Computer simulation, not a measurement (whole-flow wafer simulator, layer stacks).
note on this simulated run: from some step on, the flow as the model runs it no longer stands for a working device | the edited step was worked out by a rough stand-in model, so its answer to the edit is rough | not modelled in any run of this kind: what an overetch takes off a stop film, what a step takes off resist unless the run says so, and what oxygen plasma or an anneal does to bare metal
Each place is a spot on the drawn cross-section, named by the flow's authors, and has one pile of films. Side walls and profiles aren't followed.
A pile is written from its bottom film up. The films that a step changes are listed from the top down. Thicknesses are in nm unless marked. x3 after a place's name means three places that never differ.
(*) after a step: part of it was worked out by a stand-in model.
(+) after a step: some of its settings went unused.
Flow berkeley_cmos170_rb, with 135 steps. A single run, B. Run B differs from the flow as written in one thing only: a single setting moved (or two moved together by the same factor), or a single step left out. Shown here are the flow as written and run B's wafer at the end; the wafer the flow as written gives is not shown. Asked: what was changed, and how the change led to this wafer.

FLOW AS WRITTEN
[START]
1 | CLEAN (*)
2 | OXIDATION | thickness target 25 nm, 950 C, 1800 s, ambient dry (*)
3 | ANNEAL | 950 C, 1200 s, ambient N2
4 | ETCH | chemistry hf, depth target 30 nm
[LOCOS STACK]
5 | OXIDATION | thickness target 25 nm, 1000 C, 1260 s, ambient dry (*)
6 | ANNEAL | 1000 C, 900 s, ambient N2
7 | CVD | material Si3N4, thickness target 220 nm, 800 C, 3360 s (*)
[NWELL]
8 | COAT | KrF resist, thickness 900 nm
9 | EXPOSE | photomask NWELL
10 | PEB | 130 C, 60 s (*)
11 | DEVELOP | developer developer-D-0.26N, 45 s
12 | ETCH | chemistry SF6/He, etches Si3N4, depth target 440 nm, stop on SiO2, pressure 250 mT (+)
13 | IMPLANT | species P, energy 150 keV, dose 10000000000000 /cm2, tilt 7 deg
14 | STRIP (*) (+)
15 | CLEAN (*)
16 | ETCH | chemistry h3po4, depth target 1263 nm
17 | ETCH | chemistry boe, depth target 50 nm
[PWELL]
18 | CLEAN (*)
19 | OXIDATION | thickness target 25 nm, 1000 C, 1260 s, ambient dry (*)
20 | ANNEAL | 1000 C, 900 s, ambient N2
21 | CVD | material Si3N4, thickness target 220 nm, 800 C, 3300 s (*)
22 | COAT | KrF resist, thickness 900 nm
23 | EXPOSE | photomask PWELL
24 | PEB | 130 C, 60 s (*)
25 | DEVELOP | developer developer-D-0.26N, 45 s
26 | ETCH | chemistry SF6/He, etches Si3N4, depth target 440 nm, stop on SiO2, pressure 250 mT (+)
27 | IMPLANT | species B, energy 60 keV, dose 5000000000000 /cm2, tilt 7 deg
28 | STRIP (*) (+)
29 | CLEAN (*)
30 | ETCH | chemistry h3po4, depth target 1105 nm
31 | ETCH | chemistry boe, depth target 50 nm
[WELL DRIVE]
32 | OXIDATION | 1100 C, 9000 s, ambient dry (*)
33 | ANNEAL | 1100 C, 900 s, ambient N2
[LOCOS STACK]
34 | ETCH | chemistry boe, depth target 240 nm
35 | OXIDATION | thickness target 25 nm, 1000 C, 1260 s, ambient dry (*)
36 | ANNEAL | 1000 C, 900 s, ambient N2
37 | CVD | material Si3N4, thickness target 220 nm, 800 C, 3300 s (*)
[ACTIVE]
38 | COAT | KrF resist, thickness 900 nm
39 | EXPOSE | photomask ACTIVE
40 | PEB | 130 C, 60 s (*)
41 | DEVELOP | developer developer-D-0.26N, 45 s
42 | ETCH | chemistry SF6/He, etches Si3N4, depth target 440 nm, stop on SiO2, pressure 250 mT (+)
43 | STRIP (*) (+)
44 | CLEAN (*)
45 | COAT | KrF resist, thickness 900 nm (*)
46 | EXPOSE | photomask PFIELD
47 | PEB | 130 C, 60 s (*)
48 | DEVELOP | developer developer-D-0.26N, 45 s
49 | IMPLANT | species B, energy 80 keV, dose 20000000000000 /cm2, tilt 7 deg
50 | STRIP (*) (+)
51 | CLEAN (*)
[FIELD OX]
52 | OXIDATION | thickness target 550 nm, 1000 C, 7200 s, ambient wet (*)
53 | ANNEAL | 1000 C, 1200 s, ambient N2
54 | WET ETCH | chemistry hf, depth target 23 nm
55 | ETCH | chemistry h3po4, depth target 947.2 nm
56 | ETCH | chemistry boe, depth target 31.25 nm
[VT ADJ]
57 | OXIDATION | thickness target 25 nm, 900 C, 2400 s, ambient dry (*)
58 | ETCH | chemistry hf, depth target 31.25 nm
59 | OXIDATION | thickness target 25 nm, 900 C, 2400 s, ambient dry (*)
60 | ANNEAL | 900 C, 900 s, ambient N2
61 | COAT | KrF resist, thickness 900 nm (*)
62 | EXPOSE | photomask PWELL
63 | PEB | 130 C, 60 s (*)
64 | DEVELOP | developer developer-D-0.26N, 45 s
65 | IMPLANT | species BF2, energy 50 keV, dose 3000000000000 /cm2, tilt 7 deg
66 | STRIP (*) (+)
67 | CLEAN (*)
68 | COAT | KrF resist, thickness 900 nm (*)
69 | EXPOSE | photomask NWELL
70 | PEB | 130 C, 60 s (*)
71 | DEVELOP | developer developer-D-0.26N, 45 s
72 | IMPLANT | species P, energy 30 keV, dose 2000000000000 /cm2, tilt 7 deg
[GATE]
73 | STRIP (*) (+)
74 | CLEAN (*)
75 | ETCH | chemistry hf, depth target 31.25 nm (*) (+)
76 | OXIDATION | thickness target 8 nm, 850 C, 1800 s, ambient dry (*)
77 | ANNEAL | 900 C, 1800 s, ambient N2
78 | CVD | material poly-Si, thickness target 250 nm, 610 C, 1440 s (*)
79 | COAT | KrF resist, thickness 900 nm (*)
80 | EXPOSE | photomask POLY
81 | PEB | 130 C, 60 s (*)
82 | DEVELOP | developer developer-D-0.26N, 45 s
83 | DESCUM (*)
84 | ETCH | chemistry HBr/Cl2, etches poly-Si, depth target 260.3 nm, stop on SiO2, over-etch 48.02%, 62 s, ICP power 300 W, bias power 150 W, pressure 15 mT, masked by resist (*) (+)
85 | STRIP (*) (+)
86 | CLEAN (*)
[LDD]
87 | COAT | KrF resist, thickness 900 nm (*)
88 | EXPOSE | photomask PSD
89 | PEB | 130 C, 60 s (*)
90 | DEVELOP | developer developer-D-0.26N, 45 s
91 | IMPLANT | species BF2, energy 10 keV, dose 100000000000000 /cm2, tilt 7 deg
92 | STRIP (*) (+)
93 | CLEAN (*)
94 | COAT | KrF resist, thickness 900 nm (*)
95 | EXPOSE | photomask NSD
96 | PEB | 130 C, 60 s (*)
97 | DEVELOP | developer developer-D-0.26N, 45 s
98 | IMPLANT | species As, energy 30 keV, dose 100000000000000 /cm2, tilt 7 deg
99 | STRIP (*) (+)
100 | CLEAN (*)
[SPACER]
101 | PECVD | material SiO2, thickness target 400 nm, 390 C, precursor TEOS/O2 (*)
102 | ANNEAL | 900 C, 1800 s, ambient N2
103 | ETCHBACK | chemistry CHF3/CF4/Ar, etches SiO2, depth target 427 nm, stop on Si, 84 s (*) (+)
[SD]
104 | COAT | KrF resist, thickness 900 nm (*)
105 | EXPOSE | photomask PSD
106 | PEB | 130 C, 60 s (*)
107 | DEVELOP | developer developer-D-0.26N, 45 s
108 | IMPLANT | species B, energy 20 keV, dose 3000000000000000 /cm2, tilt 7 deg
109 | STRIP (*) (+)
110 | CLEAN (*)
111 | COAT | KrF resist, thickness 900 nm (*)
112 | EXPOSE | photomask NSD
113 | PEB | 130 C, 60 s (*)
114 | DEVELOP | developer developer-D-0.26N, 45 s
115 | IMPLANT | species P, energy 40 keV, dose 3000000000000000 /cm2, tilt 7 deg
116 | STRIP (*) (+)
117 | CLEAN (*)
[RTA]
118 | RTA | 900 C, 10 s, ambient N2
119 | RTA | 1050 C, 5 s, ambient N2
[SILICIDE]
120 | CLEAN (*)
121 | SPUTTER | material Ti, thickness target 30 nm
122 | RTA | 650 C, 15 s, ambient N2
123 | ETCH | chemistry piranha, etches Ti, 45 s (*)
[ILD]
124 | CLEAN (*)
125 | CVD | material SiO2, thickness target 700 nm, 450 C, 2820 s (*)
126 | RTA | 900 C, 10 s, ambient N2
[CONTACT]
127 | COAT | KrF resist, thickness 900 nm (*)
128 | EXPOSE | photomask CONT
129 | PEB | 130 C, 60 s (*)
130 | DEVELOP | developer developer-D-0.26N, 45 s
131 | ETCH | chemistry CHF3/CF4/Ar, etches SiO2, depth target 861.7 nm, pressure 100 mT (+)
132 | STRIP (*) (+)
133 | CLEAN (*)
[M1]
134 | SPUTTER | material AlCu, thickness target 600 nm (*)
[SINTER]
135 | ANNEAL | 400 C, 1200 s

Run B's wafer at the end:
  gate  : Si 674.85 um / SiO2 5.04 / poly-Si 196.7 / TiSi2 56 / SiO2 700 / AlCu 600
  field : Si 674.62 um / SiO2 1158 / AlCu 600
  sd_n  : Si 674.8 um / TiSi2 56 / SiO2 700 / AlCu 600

What caused this: step 76, OXIDATION: 873 s was run, whereas the flow has 1800 s.

The path from the change to this, step by step:
  76 | OXIDATION | thickness target 8 nm, 850 C, 1800 s, ambient dry (*)
      sd_n, spacer_n, gate, sd_p, spacer_p, gate_p, contact, m1: SiO2 gains 5.04 (new film), Si loses 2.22 (as written it would have been: SiO2 gains 7.53 (new film), Si loses 3.31)
